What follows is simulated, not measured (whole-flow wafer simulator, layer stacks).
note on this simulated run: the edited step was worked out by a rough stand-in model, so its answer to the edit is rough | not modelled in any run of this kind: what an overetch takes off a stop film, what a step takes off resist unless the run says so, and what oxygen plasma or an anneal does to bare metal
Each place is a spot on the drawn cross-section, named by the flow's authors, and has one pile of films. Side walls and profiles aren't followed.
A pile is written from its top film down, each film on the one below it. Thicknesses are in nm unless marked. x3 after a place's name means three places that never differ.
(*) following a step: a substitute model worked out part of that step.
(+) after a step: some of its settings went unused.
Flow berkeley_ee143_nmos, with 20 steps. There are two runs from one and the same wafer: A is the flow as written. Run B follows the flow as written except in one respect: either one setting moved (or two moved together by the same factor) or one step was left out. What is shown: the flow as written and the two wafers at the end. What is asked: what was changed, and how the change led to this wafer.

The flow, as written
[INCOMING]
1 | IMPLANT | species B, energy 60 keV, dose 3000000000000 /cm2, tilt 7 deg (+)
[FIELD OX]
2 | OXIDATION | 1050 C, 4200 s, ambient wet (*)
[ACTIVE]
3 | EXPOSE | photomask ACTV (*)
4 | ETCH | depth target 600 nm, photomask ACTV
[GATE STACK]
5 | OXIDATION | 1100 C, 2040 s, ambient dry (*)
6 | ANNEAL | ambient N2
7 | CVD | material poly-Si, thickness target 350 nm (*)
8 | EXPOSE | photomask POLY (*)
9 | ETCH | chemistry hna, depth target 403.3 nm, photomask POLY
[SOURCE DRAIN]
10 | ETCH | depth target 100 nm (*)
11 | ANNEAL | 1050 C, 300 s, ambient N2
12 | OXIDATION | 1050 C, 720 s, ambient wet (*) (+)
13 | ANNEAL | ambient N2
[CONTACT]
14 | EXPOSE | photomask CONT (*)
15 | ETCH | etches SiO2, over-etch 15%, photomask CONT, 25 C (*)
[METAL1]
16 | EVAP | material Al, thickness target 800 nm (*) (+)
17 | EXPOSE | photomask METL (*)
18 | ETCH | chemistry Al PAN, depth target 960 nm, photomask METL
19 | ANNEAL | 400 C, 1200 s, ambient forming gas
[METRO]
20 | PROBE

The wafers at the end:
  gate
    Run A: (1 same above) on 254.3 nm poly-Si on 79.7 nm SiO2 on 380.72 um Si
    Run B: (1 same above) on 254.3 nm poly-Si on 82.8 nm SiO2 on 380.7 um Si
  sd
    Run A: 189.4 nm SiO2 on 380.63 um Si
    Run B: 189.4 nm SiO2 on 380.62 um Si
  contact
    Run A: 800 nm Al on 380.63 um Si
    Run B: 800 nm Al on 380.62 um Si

What caused this: step 2, OXIDATION: 4830 s was run, though the flow has 4200 s.

How this came from the change, step by step:
  2 | OXIDATION | 1050 C, 4200 s, ambient wet (*)
      gate, sd, contact, field: A SiO2 gains 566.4 (new film), chemical SiO2 loses 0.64 (all of it), Si loses 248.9 | B SiO2 gains 615.2 (new film), chemical SiO2 loses 0.64 (all of it), Si loses 270.4
  4 | ETCH | depth target 600 nm, photomask ACTV
      gate, sd, contact: A SiO2 loses 566.4 (all of it) | B SiO2 loses 600
  5 | OXIDATION | 1100 C, 2040 s, ambient dry (*)
      gate, sd, contact: A SiO2 gains 79.7 (new film), Si loses 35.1 | B SiO2 gains 67.6, Si loses 29.7
      field: A SiO2 gains 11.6, Si loses 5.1 | B SiO2 gains 10.8, Si loses 4.75
  10 | ETCH | depth target 100 nm (*)
      sd, contact: A SiO2 loses 79.7 (all of it) | B SiO2 loses 82.8 (all of it)
  12 | OXIDATION | 1050 C, 720 s, ambient wet (*) (+)
      field: A SiO2 gains 69.1, Si loses 30.4 | B SiO2 gains 64.6, Si loses 28.4
